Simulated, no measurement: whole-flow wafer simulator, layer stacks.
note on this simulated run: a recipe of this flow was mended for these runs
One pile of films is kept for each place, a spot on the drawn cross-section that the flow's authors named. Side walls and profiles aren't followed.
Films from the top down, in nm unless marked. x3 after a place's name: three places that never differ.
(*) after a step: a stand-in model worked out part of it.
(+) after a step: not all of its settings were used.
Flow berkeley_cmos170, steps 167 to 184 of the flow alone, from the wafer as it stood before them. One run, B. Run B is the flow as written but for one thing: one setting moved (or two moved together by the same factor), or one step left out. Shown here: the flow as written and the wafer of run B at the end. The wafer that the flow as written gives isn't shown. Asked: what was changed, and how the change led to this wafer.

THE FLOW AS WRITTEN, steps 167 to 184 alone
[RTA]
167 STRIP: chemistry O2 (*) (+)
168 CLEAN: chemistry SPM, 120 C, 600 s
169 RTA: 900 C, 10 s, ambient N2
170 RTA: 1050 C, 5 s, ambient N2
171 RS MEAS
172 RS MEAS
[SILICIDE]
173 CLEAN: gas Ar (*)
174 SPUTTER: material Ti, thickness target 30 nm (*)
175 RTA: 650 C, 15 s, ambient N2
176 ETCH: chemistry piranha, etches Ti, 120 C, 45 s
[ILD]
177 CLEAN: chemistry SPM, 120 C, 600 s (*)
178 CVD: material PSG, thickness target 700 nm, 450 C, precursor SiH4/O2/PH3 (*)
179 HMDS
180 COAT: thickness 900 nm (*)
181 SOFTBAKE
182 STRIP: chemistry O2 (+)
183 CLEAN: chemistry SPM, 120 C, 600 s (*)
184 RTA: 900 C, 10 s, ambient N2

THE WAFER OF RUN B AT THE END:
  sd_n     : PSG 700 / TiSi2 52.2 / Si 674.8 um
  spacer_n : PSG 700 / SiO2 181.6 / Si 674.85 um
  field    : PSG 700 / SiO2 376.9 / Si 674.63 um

The cause: step 173, CLEAN: gas Ar (*), was left out.

How the change led to this, step by step:
  175 RTA: 650 C, 15 s, ambient N2
      sd_n, contact, m1, via1, m2, via2: Ti -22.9, TiSi first +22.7 (new film), TiSi2 C49 +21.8 (new film), chemical SiO2 -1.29 (all of it), Si -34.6 (as written it would be: Ti -23.4, TiSi first +6.2 (new film), TiSi2 C49 +50.3 (new film), Si -49)
      mark: Ti -23.6, TiSi first +18.9 (new film), TiSi2 C49 +29.6 (new film), chemical SiO2 -1.16 (all of it), Si -39 (as written it would be: Ti -23.4, TiSi first +6.2 (new film), TiSi2 C49 +50.3 (new film), Si -49)
      (and at 3 more places)
  176 ETCH: chemistry piranha, etches Ti, 120 C, 45 s
      sd_n, gate_n, contact, m1, via1, m2, via2: Ti -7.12 (all of it), TiSi first -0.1 (as written it would be: Ti -6.6 (all of it), TiSi first -0.1)
  184 RTA: 900 C, 10 s, ambient N2
      sd_n, contact, m1, via1, m2, via2: under 1 film: TiSi2 +52.2 (new film), TiSi first -22.6 (all of it), TiSi2 C49 -21.8 (all of it), Si -15 (as written it would be: under 1 film: TiSi2 +55.9 (new film), TiSi first -6.09 (all of it), TiSi2 C49 -50.3 (all of it), Si -4.05)
      mark: under 1 film: TiSi2 +54.2 (new film), TiSi first -18.8 (all of it), TiSi2 C49 -29.6 (all of it), Si -12.5 (as written it would be: under 1 film: TiSi2 +55.9 (new film), TiSi first -6.09 (all of it), TiSi2 C49 -50.3 (all of it), Si -4.05)
      (and at 3 more places)
